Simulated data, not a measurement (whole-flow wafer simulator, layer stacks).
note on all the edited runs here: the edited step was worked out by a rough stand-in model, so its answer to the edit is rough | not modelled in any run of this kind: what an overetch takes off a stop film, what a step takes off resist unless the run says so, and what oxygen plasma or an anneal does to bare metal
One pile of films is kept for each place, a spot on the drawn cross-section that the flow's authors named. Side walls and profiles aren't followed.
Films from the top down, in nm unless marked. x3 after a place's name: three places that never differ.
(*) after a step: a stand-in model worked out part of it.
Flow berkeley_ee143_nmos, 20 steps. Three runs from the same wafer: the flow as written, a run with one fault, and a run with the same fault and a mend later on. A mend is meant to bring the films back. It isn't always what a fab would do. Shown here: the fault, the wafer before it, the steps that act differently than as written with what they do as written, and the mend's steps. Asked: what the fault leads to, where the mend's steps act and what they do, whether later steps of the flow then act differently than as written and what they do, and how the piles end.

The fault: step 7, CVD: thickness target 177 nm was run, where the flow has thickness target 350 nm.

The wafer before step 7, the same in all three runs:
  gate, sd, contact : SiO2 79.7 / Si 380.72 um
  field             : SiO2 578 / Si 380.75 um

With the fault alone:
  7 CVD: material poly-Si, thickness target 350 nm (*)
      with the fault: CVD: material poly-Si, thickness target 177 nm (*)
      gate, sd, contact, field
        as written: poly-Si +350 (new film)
        with the fault: poly-Si +177 (new film)
  Later steps of the flow that act differently than as written:
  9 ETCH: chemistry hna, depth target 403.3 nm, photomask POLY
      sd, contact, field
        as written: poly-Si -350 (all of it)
        with the fault: poly-Si -177 (all of it)
  At the end the piles differ from the flow's by more than 2% or 0.5 nm, whichever is larger, at gate.
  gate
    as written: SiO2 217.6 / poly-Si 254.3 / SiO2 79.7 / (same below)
    with the fault: SiO2 217.6 / poly-Si 81.3 / SiO2 79.7 / (same below)

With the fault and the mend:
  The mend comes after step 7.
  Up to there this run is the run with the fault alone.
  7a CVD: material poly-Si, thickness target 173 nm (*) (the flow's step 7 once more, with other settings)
      gate, sd, contact, field
        poly-Si +173
  No later step of the flow acts differently than as written at any place that is followed.
  At the end the piles are the same as the flow's at every place that both follow.
